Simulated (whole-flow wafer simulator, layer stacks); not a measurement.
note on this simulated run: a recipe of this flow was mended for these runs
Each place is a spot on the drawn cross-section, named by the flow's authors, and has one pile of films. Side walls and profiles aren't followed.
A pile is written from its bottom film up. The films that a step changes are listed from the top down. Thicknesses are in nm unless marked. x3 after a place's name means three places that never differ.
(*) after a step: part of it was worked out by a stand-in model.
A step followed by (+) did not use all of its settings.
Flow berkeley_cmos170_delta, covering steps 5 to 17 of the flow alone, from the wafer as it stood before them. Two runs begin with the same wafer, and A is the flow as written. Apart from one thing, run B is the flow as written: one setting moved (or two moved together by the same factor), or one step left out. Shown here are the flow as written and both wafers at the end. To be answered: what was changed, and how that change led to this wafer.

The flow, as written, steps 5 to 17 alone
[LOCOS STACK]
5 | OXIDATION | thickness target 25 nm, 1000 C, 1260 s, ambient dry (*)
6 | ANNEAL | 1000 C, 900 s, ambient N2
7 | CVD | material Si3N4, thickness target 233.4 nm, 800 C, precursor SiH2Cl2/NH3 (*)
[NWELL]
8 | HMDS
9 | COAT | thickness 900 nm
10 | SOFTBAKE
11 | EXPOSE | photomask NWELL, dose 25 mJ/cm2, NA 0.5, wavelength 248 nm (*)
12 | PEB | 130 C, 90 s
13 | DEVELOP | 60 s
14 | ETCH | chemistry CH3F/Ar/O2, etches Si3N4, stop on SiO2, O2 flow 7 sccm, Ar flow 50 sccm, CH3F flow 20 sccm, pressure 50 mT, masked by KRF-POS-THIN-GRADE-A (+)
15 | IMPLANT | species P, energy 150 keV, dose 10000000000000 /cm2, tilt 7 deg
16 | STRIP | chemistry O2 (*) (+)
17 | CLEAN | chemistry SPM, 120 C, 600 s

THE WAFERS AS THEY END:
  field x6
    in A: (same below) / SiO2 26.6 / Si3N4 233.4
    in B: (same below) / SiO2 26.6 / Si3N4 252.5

Cause: step 7, CVD: thickness target 252.5 nm was run, though the flow has thickness target 233.4 nm.
The wafer lets one read it off: field x6 has Si3N4 252.5, and step 7 as written asks for 233.4 nm.

The path from the change to this, step by step:
  7 | CVD | material Si3N4, thickness target 233.4 nm, 800 C, precursor SiH2Cl2/NH3 (*)
      field x6, sd_p x3: A +233.4 Si3N4 (new film) | B +252.5 Si3N4 (new film)
  14 | ETCH | chemistry CH3F/Ar/O2, etches Si3N4, stop on SiO2, O2 flow 7 sccm, Ar flow 50 sccm, CH3F flow 20 sccm, pressure 50 mT, masked by KRF-POS-THIN-GRADE-A (+)
      field x6: A -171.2 KrF-resist | B -183.9 KrF-resist
      sd_p x3: A -233.4 Si3N4 (all of it), -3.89 SiO2 | B -252.5 Si3N4 (all of it), -3.89 SiO2
